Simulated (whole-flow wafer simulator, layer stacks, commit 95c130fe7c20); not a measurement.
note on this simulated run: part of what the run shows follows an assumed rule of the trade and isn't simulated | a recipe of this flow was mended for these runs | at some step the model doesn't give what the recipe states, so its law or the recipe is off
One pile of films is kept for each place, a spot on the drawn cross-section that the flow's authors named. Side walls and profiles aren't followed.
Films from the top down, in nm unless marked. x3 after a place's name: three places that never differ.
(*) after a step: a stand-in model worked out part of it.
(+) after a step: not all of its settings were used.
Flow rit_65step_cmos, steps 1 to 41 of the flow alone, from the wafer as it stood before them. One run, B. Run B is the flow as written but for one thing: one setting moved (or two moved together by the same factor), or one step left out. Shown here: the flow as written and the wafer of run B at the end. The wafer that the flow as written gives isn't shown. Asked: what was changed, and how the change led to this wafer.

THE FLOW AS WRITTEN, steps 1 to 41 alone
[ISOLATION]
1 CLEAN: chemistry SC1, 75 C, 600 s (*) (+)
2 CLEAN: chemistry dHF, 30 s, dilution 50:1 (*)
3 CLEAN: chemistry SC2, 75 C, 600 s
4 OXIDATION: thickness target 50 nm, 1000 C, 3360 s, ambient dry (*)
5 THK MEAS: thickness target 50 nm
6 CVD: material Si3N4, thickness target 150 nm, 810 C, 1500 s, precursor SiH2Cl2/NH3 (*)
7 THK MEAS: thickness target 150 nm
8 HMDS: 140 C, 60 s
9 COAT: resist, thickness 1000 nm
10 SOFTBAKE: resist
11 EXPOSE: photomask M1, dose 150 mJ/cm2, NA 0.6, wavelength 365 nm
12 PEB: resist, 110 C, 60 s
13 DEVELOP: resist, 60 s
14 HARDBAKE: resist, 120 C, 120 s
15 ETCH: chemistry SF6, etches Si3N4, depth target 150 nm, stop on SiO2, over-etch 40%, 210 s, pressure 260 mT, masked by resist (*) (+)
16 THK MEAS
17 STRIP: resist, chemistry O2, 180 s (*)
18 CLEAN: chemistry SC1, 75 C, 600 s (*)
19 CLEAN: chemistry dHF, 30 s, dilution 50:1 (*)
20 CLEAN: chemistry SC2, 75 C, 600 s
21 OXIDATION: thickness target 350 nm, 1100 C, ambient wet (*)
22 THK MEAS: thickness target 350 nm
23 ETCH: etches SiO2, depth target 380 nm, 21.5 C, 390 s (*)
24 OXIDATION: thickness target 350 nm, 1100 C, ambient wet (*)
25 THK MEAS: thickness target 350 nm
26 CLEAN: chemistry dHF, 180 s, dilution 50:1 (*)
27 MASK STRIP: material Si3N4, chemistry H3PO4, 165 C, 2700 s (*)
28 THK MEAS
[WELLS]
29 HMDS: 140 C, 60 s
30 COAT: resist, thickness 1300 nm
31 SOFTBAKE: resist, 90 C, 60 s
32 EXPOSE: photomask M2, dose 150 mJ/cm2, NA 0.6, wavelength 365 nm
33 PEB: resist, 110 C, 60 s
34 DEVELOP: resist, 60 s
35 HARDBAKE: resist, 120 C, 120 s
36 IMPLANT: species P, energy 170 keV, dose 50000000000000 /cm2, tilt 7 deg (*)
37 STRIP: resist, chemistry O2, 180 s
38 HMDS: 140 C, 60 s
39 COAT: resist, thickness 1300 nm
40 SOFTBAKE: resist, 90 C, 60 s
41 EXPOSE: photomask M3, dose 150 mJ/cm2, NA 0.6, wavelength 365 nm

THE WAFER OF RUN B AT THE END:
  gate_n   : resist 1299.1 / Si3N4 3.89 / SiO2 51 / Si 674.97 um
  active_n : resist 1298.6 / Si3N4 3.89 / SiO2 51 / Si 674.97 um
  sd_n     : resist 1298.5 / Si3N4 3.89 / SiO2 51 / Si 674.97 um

The cause: step 6, CVD: thickness target 299 nm was run, where the flow has thickness target 150 nm; step 6, CVD: 2991 s was run, where the flow has 1500 s.

How the change led to this, step by step:
  6 CVD: material Si3N4, thickness target 150 nm, 810 C, 1500 s, precursor SiH2Cl2/NH3 (*)
      field, field_pw, field_nw and 11 more: Si3N4 +299 (new film) (as written it would be: Si3N4 +150 (new film))
  15 ETCH: chemistry SF6, etches Si3N4, depth target 150 nm, stop on SiO2, over-etch 40%, 210 s, pressure 260 mT, masked by resist (*) (+)
      field, field_pw, field_nw, field_p: Si3N4 -210 (as written it would be: Si3N4 -150 (all of it), SiO2 -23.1)
  18 CLEAN: chemistry SC1, 75 C, 600 s (*)
      field, field_pw, field_nw, field_p: Si3N4 -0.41 (as written it would be: SiO2 -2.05)
  19 CLEAN: chemistry dHF, 30 s, dilution 50:1 (*)
      field, field_pw, field_nw, field_p: Si3N4 -0.43 (as written it would be: SiO2 -2.78)
  21 OXIDATION: thickness target 350 nm, 1100 C, ambient wet (*)
      gate_n, gate_p, spacer, spacer_p, sd_n, sd_p, contact, m1: SiO2 +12 (new film), Si3N4 -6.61 (as written it would be: SiO2 +12 (new film), Si3N4 -6.61, SiO2 +0.03)
      field, field_p: SiO2 +12 (new film), Si3N4 -6.61 (as written it would be: SiO2 +328.2, Si -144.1)
      (and at 2 more places)
  23 ETCH: etches SiO2, depth target 380 nm, 21.5 C, 390 s (*)
      field, field_p: SiO2 -12 (all of it), Si3N4 -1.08 (as written it would be: SiO2 -351.3 (all of it), Si -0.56)
      field_pw, field_nw: SiO2 -12 (all of it), Si3N4 -1.08 (as written it would be: SiO2 -355.4 (all of it), Si -0.49)
      (and at 10 more places)
  24 OXIDATION: thickness target 350 nm, 1100 C, ambient wet (*)
      field, field_pw, field_nw, field_p: SiO2 +12 (new film), Si3N4 -6.61 (as written it would be: SiO2 +350 (new film), Si -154)
  26 CLEAN: chemistry dHF, 180 s, dilution 50:1 (*)
      field, field_pw, field_nw, field_p: SiO2 -12 (all of it), Si3N4 -0.44 (as written it would be: SiO2 -16.7)
  27 MASK STRIP: material Si3N4, chemistry H3PO4, 165 C, 2700 s (*)
      active_n, active_p, gate_n and 7 more: Si3N4 -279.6 (as written it would be: Si3N4 -131.8 (all of it), SiO2 -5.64)
      field, field_pw, field_nw, field_p: Si3N4 -73.4 (all of it), SiO2 -7.87 (as written it would be: SiO2 -10.7)
